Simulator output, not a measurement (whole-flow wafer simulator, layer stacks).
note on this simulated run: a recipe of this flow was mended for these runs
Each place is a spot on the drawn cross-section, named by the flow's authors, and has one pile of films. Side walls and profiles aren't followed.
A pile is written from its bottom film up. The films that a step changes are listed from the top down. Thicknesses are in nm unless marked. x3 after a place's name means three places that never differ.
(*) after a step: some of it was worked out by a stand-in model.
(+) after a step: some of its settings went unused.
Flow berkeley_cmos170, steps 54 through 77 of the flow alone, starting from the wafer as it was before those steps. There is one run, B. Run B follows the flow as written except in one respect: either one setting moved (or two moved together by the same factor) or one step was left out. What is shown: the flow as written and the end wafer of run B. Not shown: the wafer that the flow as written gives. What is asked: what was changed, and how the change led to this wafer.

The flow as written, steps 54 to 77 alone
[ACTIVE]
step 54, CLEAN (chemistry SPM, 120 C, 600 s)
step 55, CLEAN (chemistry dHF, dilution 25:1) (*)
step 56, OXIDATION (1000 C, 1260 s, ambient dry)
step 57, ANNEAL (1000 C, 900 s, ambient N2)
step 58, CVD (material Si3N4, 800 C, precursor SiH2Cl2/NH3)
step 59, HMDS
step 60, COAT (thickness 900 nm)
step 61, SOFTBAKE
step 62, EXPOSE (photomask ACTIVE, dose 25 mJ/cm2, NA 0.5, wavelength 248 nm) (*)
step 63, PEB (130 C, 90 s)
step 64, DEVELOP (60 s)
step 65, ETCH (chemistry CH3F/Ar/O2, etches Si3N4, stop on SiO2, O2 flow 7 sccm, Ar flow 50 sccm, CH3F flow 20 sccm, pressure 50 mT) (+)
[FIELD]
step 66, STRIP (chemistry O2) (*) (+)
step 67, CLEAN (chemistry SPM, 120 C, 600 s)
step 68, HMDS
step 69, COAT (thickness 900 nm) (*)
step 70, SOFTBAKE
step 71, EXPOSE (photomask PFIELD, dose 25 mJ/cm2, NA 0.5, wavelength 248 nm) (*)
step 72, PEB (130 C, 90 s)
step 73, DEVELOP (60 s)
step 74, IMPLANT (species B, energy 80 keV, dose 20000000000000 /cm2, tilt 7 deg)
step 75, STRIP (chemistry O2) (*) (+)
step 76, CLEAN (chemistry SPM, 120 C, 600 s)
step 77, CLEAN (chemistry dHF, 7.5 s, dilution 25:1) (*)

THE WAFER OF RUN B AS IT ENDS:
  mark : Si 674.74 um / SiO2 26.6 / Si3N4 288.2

Cause: step 58, CVD: 832 C was run, though the flow has 800 C.

How this came from the change, step by step:
  step 58, CVD (material Si3N4, 800 C, precursor SiH2Cl2/NH3)
      field, mark, sd_n and 10 more: +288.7 Si3N4 (new film) (it would be, as written: +220 Si3N4 (new film))
  step 65, ETCH (chemistry CH3F/Ar/O2, etches Si3N4, stop on SiO2, O2 flow 7 sccm, Ar flow 50 sccm, CH3F flow 20 sccm, pressure 50 mT) (+)
      mark, sd_n, spacer_n and 9 more: -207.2 KrF-resist (it would be, as written: -161.3 KrF-resist)
      field: -288.7 Si3N4 (all of it), -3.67 SiO2 (it would be, as written: -220 Si3N4 (all of it), -3.67 SiO2)
  step 66, STRIP (chemistry O2) (*) (+)
      mark, sd_n, spacer_n and 9 more: -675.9 KrF-resist (all of it) (it would be, as written: -721.7 KrF-resist (all of it))
  step 69, COAT (thickness 900 nm) (*)
      sd_n: +750.8 KrF-resist (new film) (it would be, as written: +784.1 KrF-resist (new film))
      spacer_n: +797.2 KrF-resist (new film) (it would be, as written: +820.2 KrF-resist (new film))
      (as well as at 9 more places)
  step 75, STRIP (chemistry O2) (*) (+)
      sd_n: -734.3 KrF-resist (all of it) (it would be, as written: -767.4 KrF-resist (all of it))
      spacer_n: -780.5 KrF-resist (all of it) (it would be, as written: -803.4 KrF-resist (all of it))
      (as well as at 9 more places)
